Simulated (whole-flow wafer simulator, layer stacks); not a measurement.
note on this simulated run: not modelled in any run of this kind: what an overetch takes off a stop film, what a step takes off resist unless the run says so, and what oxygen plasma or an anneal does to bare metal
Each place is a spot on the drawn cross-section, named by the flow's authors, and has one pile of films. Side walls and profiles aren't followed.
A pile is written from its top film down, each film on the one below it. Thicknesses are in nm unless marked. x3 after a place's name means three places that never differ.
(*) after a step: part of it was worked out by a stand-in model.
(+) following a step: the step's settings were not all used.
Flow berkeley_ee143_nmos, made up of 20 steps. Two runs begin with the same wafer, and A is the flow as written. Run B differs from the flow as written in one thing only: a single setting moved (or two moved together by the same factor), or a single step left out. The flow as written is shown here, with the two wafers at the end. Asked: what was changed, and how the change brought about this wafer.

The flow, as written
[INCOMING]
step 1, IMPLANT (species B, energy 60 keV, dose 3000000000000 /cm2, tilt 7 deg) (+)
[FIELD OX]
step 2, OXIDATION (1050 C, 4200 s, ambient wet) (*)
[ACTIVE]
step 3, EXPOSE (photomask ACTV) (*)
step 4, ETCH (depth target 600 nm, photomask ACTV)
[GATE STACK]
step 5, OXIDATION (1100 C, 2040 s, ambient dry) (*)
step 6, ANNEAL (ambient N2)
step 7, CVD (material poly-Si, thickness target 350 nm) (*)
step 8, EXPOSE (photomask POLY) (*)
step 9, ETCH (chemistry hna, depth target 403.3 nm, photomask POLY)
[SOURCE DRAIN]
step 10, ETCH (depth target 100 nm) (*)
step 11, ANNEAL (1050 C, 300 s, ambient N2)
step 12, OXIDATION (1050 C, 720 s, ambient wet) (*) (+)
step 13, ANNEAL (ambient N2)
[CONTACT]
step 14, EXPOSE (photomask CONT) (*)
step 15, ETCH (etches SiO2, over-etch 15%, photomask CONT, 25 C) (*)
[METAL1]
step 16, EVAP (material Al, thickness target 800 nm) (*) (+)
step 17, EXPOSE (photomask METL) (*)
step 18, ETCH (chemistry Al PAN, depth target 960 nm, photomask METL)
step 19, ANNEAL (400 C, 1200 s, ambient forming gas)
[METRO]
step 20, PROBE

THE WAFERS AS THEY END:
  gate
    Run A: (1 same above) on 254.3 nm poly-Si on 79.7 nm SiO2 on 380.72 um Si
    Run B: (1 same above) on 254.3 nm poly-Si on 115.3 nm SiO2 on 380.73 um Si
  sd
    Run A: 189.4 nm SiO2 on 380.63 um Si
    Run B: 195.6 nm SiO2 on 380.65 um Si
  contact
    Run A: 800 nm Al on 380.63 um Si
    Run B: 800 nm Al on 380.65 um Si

The reason: step 4, ETCH: depth target 495 nm was run, whereas the flow has depth target 600 nm.

Step by step, how the change led to this:
  step 4, ETCH (depth target 600 nm, photomask ACTV)
      gate, sd, contact: A -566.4 SiO2 (all of it) | B -495 SiO2
  step 5, OXIDATION (1100 C, 2040 s, ambient dry) (*)
      gate, sd, contact: A +79.7 SiO2 (new film), -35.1 Si | B +44 SiO2, -19.3 Si
  step 10, ETCH (depth target 100 nm) (*)
      sd, contact: A -79.7 SiO2 (all of it) | B -100 SiO2
  step 12, OXIDATION (1050 C, 720 s, ambient wet) (*) (+)
      sd, contact: A +189.4 SiO2 (new film), -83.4 Si | B +180.2 SiO2, -79.3 Si
  step 15, ETCH (etches SiO2, over-etch 15%, photomask CONT, 25 C) (*)
      contact: A -189.4 SiO2 (all of it) | B -195.6 SiO2 (all of it)
